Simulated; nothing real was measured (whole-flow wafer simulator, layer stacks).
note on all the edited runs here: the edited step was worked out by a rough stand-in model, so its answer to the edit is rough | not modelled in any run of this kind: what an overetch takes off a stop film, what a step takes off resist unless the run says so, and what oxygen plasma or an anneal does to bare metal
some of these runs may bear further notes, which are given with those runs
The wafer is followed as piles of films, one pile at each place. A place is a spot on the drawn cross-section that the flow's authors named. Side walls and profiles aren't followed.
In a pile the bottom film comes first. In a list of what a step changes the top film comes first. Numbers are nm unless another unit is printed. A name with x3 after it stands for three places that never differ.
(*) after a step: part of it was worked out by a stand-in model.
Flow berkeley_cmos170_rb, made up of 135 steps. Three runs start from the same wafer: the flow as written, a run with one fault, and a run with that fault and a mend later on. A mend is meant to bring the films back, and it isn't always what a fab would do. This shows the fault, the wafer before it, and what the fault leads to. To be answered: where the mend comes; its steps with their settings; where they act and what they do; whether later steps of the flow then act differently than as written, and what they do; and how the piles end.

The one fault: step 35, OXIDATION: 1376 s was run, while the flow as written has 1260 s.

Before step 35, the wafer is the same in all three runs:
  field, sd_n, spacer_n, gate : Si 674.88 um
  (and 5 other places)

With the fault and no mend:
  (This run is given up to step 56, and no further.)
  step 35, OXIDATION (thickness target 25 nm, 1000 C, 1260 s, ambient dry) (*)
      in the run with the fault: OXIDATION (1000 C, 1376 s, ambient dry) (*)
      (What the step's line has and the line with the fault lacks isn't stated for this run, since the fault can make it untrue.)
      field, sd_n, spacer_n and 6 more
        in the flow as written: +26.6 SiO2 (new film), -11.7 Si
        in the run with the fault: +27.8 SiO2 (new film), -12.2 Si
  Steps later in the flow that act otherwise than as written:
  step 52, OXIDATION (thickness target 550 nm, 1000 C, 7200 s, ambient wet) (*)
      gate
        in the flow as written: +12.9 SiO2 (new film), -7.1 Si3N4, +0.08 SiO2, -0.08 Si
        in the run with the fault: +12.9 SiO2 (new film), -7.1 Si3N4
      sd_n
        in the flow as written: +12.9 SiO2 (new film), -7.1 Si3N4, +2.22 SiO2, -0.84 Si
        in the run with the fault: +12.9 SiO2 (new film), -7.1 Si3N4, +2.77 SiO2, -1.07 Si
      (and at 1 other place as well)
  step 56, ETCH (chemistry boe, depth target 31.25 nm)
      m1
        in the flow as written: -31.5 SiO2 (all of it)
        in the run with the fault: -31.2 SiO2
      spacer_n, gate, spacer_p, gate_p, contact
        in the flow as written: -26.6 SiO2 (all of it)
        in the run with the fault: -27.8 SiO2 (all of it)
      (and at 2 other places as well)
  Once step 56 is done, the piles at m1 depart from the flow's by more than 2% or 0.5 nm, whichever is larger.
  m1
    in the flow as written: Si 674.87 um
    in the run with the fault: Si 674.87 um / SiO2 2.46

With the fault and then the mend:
  The mend follows step 36.
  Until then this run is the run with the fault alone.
  step 36a, WET ETCH (chemistry hf, depth target 32 nm)
      field, sd_n, spacer_n and 6 more
        -27.8 SiO2 (all of it)
  step 36b, CLEAN (*) (the flow's step 29 again)
      does not change any film at any place that is followed
  step 36c, OXIDATION (1000 C, 1260 s, ambient dry) (*) (the flow's step 35 again, with other settings)
      field, sd_n, spacer_n and 6 more
        +26.6 SiO2 (new film), -11.7 Si
  Every later step of the flow that is run acts as written at every place that is followed.
  When the end is reached, the piles differ only a little from the flow's at the places that both follow, at most by 2% or 0.5 nm, whichever is larger.
